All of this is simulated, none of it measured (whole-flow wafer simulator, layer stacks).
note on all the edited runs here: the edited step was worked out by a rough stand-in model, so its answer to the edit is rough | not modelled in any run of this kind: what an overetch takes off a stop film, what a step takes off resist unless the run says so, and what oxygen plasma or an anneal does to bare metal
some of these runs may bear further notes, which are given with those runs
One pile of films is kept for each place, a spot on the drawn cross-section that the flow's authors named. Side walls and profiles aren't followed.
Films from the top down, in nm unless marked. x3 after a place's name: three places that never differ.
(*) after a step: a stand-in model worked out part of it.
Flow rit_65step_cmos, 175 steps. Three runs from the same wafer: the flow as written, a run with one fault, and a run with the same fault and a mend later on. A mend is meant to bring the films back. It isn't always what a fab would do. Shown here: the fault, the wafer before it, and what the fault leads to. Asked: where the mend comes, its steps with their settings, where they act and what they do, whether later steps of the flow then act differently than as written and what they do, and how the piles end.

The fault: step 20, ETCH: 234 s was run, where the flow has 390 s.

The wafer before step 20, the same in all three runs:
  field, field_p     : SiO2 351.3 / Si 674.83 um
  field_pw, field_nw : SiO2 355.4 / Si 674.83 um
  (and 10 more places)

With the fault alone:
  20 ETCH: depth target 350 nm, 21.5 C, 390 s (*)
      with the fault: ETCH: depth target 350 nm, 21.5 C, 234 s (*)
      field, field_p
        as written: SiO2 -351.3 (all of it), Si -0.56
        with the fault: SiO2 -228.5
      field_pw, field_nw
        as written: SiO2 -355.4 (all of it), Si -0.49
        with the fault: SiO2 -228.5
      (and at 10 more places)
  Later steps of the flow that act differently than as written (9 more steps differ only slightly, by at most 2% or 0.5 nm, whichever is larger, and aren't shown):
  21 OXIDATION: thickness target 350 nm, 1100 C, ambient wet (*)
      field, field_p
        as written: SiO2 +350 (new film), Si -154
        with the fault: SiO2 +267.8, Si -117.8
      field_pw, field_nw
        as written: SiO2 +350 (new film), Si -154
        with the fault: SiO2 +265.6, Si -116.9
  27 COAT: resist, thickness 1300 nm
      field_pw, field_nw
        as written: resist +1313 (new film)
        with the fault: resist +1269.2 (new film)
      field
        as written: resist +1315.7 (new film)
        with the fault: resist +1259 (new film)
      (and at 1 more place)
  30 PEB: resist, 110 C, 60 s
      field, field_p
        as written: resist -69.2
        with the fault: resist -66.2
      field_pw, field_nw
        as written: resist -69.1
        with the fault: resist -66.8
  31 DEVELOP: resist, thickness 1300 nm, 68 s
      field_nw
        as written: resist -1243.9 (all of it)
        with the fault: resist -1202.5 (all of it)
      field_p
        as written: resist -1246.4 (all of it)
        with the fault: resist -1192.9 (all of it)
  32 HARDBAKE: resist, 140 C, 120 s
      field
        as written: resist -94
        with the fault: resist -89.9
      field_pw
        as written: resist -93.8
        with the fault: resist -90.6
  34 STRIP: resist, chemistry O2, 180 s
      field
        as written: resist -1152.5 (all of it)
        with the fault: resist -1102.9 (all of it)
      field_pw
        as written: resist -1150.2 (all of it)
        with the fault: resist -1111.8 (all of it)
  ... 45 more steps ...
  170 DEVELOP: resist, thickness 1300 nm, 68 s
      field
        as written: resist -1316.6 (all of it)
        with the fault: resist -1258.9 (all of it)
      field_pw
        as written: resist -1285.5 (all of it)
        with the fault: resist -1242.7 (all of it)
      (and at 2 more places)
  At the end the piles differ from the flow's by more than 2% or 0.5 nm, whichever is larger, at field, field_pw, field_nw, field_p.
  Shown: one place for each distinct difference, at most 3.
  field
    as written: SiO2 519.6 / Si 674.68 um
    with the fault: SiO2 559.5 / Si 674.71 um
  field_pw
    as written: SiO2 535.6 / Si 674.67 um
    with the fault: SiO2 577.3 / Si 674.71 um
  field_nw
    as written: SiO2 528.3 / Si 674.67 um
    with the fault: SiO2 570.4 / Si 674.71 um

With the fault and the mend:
  The mend comes after step 20.
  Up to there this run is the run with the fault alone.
  20a ETCH: depth target 350 nm, 21.5 C, 156 s (the flow's step 20 once more, with other settings)
      field, field_p
        SiO2 -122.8 (all of it)
      field_pw, field_nw
        SiO2 -126.8 (all of it)
  No later step of the flow acts differently than as written, at any place that is followed, by more than 2% or 0.5 nm, whichever is larger.
  At the end the piles differ from the flow's only slightly at the places that both follow, by at most 2% or 0.5 nm, whichever is larger.
